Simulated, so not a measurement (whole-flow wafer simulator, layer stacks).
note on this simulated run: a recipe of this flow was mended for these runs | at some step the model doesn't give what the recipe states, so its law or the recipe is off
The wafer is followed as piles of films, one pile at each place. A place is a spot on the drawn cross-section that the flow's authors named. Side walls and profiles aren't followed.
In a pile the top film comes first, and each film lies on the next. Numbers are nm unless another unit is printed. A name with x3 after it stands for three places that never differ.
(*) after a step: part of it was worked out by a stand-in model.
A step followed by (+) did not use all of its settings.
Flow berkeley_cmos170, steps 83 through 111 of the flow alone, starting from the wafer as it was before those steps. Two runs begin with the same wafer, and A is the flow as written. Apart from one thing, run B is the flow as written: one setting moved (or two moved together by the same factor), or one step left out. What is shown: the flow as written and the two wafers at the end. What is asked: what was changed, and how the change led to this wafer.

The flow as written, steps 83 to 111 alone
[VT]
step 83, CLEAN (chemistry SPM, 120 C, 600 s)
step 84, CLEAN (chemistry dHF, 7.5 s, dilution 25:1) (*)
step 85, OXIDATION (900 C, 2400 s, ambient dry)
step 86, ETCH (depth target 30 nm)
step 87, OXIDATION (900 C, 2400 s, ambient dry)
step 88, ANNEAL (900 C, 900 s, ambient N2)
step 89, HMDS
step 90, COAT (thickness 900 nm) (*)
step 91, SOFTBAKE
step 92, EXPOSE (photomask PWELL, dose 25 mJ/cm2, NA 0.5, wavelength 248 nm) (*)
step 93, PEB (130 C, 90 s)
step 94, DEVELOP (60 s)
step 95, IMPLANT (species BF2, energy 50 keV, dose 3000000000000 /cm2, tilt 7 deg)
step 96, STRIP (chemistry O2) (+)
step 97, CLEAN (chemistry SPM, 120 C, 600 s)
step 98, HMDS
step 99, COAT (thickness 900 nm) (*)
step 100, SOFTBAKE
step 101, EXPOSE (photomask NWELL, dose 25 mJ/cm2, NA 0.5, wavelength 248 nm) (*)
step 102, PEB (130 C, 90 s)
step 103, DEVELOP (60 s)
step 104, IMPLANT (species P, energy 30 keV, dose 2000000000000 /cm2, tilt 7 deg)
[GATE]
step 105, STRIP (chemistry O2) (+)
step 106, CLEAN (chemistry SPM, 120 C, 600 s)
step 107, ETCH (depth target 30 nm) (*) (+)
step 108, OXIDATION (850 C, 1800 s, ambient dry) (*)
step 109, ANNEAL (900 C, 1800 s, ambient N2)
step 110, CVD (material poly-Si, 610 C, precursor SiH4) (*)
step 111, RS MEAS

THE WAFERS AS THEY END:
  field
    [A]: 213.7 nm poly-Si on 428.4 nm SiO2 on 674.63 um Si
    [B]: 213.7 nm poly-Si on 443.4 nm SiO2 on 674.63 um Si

What caused this: step 86, ETCH: depth target 15 nm was run, whereas the flow has depth target 30 nm.

Step by step, how the change led to this:
  step 86, ETCH (depth target 30 nm)
      field: A -30 SiO2 | B -15 SiO2
